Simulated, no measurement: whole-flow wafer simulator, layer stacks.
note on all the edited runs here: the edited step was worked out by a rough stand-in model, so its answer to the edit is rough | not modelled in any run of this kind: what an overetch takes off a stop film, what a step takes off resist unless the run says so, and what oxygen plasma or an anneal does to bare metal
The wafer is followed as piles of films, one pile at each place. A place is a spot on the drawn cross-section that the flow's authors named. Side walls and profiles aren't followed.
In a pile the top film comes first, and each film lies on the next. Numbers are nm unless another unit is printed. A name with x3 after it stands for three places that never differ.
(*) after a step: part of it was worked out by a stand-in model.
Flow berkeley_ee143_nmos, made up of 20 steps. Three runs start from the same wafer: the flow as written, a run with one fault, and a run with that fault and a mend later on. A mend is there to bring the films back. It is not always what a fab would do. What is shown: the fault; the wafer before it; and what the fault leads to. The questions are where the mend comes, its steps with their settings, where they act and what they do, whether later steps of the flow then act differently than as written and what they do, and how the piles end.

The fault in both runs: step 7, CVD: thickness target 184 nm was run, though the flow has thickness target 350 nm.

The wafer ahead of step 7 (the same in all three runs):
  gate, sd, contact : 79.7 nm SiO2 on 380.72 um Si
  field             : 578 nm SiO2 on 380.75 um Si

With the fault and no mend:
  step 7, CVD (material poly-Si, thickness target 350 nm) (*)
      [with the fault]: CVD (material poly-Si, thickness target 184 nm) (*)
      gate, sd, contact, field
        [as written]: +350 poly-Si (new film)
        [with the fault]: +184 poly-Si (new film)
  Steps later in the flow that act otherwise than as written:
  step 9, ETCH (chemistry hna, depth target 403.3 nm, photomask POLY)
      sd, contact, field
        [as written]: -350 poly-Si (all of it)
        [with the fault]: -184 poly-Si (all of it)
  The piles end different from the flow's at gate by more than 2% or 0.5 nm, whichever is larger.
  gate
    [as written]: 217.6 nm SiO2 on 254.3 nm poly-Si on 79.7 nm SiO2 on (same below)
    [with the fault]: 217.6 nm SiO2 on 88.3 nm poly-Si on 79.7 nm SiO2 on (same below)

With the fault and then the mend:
  The mend follows step 7.
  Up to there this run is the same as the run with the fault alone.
  step 7a, CVD (material poly-Si, thickness target 166 nm) (*) (a further turn of the flow's step 7, with different settings)
      gate, sd, contact, field
        +166 poly-Si
  Later steps of the flow that are run all act as written at every place that is followed.
  At every place that both follow, the piles at the end match the flow's.
